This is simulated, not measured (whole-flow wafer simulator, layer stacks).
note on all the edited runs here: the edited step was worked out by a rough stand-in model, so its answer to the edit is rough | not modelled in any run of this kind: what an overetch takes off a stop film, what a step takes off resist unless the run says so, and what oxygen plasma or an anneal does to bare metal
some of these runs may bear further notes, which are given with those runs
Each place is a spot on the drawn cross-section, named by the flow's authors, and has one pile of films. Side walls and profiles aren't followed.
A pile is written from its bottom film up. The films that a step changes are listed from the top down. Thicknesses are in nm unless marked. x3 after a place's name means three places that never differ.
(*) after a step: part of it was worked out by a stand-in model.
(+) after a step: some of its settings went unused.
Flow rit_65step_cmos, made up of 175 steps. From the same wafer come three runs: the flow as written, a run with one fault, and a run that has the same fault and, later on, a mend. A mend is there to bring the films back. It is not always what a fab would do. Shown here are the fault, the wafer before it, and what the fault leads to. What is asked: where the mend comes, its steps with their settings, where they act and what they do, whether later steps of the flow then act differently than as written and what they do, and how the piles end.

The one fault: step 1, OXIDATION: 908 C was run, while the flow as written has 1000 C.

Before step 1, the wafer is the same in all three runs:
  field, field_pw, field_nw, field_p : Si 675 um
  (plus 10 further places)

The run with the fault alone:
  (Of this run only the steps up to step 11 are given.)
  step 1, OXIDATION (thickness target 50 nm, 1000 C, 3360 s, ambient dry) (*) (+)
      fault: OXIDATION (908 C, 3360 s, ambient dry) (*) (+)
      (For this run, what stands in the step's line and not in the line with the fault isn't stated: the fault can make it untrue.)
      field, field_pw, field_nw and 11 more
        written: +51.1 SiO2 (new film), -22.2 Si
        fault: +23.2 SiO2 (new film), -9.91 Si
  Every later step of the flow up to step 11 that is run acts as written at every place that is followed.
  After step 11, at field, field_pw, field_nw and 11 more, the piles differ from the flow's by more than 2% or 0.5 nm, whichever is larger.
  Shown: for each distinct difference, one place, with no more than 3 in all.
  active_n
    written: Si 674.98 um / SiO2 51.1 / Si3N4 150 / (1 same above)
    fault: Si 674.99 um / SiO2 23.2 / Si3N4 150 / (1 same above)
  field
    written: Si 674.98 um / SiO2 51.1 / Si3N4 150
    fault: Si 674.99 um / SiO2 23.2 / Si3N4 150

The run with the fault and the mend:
  The mend stands after step 2.
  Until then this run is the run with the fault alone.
  step 2a, ETCH (depth target 27 nm, 21.5 C, 30 s)
      field, field_pw, field_nw and 11 more
        -23.2 SiO2 (all of it)
  step 2b, CLEAN (chemistry SC2, 75 C, 600 s)
      field, field_pw, field_nw and 11 more
        +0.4 chemical SiO2 (new film), -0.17 Si
  step 2c, OXIDATION (1000 C, 3360 s, ambient dry) (*) (a further turn of the flow's step 1, with different settings)
      field, field_pw, field_nw and 11 more
        +51 SiO2 (new film), -0.4 chemical SiO2 (all of it), -22.3 Si
  Later steps of the flow acting differently than as written (18 more steps, not shown, differ only slightly: by at most 2% or 0.5 nm, whichever is larger):
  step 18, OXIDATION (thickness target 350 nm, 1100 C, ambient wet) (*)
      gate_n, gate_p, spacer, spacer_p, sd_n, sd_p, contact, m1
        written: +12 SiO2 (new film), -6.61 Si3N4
        mend: +12 SiO2 (new film), -6.61 Si3N4, +0.03 SiO2
  When the end is reached, the piles differ only a little from the flow's at the places that both follow, at most by 2% or 0.5 nm, whichever is larger.
